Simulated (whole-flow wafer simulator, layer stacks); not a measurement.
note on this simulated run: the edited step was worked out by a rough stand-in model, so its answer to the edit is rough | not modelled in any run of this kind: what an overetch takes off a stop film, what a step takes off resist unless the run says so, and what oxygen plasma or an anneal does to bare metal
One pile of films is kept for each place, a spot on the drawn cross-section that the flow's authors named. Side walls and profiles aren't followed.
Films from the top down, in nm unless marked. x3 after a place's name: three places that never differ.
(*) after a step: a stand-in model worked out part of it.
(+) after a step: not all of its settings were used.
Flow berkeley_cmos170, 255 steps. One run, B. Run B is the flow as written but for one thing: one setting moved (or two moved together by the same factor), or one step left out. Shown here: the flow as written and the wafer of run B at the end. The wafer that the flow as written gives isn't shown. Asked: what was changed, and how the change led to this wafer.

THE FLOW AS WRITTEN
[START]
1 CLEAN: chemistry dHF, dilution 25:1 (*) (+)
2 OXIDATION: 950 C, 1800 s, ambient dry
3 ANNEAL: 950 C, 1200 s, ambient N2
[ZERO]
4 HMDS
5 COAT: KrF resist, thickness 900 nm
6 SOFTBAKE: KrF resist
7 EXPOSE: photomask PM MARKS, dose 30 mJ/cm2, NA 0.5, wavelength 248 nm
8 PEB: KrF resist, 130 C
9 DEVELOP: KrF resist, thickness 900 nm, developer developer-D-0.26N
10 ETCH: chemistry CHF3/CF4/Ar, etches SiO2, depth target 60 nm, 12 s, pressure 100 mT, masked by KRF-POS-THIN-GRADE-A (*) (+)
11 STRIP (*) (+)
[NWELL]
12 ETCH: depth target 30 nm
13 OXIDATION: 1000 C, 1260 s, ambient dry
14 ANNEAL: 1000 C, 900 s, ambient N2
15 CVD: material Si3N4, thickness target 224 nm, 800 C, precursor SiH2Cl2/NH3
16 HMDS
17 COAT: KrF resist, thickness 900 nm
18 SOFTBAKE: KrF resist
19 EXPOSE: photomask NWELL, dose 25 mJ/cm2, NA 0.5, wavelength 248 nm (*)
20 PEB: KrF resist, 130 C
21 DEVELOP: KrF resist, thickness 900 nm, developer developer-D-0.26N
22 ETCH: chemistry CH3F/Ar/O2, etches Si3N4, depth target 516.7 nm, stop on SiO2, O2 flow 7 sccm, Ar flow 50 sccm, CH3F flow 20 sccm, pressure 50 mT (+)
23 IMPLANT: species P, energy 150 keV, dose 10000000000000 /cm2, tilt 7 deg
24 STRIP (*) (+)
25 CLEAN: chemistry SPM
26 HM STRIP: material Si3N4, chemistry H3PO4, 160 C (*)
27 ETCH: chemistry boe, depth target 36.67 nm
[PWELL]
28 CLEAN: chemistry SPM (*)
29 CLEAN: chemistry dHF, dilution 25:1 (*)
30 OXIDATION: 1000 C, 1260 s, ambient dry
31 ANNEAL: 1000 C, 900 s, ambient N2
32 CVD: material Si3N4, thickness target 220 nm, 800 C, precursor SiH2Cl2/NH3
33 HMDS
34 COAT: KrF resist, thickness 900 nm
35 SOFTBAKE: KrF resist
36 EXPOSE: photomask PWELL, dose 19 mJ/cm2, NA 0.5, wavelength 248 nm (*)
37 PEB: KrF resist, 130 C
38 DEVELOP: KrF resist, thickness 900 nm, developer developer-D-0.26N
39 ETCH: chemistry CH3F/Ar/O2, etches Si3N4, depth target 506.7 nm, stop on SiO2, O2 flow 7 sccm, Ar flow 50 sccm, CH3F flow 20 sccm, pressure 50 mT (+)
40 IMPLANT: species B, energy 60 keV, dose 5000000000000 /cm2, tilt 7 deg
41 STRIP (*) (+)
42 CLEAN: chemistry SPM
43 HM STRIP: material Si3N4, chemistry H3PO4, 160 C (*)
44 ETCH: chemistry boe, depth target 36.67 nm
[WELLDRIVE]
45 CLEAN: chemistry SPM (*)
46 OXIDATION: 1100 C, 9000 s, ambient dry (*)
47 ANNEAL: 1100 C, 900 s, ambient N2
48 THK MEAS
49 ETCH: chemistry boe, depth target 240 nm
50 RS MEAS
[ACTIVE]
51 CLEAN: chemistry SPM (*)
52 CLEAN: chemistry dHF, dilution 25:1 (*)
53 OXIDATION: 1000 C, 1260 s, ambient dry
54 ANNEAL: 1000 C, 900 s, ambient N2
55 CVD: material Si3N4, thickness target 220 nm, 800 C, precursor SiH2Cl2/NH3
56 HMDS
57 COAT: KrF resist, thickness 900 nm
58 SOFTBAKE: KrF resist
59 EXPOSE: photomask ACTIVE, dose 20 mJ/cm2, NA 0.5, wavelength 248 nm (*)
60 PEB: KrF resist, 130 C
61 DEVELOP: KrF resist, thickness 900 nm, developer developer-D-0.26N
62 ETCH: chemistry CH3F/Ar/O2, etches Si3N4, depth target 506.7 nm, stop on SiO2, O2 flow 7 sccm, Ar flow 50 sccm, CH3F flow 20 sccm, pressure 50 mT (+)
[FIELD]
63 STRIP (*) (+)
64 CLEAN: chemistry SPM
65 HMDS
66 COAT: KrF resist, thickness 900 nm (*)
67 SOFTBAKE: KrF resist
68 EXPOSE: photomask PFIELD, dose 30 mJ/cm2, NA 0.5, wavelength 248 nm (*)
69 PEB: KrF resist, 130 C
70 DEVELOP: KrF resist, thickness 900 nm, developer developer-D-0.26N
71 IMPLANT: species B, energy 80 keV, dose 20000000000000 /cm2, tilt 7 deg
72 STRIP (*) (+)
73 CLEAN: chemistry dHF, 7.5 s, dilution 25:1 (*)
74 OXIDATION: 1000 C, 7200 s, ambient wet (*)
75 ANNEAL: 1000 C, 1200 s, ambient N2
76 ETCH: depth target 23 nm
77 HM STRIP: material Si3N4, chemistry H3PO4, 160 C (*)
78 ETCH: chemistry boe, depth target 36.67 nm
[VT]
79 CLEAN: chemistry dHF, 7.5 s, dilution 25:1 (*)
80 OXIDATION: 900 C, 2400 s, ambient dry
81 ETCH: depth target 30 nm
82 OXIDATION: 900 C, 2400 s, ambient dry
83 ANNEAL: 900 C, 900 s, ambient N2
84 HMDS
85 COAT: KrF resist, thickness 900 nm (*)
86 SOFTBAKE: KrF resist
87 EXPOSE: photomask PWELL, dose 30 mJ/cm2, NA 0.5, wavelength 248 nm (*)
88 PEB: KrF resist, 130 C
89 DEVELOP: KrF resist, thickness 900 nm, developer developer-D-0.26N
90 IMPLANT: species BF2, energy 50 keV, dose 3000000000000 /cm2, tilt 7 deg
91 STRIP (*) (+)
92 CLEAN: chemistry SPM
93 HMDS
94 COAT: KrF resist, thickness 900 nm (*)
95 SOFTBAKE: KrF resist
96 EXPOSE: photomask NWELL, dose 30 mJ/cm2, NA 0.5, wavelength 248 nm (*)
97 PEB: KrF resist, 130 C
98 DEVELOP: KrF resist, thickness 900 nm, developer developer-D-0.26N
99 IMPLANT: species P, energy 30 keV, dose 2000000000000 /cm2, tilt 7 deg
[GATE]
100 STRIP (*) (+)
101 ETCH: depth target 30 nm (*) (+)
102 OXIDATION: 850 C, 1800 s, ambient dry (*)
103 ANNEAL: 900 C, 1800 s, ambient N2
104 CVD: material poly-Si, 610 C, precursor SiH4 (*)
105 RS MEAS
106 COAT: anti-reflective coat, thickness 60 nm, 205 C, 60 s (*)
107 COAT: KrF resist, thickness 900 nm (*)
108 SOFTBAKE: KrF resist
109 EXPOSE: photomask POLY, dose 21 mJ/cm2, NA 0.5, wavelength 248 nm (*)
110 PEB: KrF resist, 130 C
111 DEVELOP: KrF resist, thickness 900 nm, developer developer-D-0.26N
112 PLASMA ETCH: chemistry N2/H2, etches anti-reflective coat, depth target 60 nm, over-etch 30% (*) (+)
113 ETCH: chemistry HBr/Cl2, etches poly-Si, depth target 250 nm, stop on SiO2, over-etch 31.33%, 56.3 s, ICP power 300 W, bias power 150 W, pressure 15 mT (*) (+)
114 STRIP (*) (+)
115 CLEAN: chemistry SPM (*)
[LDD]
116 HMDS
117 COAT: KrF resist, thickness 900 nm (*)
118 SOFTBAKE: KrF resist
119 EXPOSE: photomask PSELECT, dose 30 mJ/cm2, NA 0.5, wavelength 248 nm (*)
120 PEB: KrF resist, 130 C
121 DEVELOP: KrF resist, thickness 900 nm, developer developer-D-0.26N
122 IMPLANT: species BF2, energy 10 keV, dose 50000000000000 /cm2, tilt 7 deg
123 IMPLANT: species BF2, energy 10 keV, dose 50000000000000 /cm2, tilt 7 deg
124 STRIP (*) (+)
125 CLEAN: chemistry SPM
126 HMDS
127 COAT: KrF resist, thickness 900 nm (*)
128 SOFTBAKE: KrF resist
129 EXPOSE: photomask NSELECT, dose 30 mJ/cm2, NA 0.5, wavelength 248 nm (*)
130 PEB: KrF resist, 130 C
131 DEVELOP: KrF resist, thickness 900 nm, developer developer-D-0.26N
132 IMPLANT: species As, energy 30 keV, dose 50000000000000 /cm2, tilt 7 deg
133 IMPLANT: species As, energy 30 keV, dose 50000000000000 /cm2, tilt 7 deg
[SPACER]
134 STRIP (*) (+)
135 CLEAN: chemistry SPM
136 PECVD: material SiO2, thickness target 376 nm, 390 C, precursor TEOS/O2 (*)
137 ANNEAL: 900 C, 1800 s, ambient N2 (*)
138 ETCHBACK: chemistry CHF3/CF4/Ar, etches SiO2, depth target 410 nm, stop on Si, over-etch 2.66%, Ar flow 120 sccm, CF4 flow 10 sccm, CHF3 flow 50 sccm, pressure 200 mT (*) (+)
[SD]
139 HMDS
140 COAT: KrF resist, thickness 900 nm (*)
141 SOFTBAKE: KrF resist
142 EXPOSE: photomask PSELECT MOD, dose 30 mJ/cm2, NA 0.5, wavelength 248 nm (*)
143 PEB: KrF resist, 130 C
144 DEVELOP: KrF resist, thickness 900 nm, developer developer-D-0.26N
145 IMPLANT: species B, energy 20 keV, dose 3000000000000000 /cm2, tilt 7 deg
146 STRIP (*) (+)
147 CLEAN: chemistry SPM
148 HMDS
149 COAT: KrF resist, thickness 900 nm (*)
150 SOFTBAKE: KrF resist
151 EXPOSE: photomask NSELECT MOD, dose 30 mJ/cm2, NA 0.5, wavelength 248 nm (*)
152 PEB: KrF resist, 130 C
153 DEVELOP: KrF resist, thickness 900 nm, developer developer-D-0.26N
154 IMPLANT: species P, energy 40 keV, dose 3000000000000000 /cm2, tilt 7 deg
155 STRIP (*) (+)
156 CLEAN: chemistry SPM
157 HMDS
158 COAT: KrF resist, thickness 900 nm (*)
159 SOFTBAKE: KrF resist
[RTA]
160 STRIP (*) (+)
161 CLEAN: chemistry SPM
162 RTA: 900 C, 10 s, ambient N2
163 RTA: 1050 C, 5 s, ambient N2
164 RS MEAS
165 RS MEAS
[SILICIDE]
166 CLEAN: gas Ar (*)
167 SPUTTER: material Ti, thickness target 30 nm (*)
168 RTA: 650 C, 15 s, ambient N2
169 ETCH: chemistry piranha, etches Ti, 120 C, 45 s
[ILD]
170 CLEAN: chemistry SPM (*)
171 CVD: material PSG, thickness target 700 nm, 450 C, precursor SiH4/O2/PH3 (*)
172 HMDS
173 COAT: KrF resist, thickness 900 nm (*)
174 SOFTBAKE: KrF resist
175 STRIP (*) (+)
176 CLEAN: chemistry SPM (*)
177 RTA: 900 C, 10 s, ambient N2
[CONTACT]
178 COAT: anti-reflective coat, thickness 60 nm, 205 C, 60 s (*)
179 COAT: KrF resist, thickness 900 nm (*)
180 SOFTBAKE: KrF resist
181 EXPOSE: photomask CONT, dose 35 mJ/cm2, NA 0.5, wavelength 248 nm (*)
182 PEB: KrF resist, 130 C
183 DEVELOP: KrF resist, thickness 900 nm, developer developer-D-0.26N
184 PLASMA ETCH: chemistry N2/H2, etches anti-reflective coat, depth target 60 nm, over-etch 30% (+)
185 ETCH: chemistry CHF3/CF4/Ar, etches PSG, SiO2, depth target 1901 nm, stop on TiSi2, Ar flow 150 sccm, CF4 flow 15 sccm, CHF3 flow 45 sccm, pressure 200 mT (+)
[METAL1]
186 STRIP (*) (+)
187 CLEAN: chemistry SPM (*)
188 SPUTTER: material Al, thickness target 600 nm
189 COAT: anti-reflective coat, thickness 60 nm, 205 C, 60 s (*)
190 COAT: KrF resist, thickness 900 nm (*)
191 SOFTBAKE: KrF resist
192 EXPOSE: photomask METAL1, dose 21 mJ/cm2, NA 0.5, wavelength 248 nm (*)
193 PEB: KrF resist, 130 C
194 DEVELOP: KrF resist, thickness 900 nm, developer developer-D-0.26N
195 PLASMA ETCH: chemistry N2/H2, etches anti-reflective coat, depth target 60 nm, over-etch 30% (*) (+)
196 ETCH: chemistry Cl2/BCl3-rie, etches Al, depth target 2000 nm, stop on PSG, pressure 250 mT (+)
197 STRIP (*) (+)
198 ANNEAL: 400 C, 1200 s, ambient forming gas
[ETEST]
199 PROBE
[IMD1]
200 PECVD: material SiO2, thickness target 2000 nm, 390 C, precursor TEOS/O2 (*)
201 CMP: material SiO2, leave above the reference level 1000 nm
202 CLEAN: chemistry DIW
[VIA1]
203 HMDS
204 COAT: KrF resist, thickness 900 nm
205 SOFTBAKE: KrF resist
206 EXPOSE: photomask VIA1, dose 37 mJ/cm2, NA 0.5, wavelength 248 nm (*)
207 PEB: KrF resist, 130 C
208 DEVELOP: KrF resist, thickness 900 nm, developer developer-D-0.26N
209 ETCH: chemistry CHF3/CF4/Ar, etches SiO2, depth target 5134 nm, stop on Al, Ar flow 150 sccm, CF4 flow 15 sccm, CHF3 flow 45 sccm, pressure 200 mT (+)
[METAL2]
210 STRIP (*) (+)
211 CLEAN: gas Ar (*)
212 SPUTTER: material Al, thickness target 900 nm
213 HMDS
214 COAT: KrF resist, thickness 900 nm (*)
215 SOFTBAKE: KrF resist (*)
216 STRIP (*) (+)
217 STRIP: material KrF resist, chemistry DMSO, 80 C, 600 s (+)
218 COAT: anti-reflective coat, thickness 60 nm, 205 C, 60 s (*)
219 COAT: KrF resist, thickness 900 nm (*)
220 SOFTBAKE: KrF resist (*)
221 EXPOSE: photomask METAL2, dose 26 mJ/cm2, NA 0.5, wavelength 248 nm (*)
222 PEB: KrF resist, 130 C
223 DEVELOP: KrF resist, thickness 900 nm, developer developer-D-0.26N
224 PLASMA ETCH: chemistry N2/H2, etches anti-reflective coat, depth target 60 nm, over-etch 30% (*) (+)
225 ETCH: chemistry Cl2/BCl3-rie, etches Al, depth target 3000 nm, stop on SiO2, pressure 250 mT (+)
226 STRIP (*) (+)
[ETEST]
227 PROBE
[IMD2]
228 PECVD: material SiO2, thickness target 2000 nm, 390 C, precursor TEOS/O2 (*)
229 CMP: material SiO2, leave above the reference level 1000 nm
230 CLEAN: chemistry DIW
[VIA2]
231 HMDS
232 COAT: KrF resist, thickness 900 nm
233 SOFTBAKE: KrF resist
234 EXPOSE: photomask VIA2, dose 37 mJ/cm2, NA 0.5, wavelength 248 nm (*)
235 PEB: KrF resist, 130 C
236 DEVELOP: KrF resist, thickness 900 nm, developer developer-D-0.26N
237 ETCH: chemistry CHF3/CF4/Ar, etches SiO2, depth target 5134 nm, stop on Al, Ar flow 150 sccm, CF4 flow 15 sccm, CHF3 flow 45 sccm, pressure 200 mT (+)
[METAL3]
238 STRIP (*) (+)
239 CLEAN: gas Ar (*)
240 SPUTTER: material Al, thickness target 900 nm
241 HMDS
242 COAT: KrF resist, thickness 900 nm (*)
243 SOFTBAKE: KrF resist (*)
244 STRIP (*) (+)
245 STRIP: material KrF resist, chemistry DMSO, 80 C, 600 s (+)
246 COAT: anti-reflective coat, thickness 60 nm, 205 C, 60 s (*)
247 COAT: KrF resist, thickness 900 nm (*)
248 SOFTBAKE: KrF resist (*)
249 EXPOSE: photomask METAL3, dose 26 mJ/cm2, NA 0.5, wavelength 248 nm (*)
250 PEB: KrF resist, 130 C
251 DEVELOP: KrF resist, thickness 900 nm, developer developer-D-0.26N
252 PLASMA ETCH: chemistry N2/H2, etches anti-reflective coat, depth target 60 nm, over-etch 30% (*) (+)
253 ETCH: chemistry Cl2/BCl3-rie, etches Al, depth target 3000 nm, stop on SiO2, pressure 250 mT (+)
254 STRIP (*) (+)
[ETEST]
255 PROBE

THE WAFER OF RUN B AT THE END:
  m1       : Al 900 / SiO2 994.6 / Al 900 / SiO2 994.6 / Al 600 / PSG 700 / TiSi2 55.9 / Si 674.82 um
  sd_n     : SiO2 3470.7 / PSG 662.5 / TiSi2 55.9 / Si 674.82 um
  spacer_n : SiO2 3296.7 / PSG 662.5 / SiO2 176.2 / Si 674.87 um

The cause: step 46, OXIDATION: 6300 s was run, where the flow has 9000 s.

How the change led to this, step by step:
  46 OXIDATION: 1100 C, 9000 s, ambient dry (*)
      field, sd_n, spacer_n and 9 more: SiO2 +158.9 (new film), chemical SiO2 -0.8 (all of it), Si -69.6 (as written it would be: SiO2 +197.7 (new film), chemical SiO2 -0.8 (all of it), Si -86.6)
  49 ETCH: chemistry boe, depth target 240 nm
      field, sd_n, spacer_n and 9 more: SiO2 -158.9 (all of it) (as written it would be: SiO2 -197.7 (all of it))
